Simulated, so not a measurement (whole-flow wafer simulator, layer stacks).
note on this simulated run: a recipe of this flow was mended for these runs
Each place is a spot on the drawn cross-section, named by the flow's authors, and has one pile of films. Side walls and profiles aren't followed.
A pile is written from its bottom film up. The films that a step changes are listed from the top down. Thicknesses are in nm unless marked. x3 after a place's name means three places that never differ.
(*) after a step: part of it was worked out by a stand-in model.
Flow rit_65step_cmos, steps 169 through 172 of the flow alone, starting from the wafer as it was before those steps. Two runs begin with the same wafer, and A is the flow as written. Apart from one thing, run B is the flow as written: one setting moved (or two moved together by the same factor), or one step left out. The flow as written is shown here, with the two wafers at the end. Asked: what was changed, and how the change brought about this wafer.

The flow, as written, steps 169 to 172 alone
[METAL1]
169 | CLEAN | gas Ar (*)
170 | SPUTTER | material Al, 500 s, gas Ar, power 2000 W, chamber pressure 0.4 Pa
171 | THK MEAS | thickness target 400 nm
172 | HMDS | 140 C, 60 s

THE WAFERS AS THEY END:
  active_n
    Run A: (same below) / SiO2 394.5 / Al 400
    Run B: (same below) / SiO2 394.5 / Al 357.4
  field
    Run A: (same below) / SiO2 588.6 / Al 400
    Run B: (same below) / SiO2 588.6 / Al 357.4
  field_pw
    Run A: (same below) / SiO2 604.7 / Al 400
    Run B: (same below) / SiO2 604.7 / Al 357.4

What caused this: step 170, SPUTTER: power 1787 W was run, whereas the flow has power 2000 W.

Step by step, how the change led to this:
  170 | SPUTTER | material Al, 500 s, gas Ar, power 2000 W, chamber pressure 0.4 Pa
      field, field_pw, field_nw and 10 more: A Al gains 400 (new film) | B Al gains 357.4 (new film)
      contact: A Al gains 255.4 (new film) | B Al gains 230.3 (new film)
